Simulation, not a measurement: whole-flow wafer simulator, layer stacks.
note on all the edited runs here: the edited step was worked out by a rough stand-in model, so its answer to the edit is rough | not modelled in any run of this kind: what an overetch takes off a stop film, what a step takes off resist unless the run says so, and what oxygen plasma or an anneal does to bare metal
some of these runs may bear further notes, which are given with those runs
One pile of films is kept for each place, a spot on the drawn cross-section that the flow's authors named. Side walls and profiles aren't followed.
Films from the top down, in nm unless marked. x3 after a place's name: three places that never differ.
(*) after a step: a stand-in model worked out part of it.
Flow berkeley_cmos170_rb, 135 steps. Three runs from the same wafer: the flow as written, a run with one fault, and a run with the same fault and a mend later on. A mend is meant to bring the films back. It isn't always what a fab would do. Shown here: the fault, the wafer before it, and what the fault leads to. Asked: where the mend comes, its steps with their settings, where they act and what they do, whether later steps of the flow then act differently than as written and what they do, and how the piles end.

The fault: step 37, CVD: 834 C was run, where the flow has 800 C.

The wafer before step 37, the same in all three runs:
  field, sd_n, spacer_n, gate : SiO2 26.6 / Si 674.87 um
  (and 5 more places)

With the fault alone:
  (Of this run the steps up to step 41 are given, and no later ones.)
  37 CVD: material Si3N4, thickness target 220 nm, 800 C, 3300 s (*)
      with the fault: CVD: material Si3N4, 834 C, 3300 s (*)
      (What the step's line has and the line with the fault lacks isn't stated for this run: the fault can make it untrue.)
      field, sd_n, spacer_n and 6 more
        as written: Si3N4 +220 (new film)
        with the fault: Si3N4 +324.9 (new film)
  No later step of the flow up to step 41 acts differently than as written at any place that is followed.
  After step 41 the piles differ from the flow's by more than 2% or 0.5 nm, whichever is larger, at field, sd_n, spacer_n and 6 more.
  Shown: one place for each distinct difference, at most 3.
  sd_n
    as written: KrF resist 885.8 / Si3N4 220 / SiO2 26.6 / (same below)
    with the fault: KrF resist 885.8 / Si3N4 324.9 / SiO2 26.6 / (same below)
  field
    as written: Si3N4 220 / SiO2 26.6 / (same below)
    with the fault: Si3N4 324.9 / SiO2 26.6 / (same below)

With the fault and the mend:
  The mend comes after step 37.
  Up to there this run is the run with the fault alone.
  37a ETCH: chemistry h3po4, depth target 104.9 nm (the flow's step 30 once more, with other settings)
      field, sd_n, spacer_n and 6 more
        Si3N4 -104.9
  No later step of the flow acts differently than as written at any place that is followed.
  At the end the piles are the same as the flow's at every place that both follow.
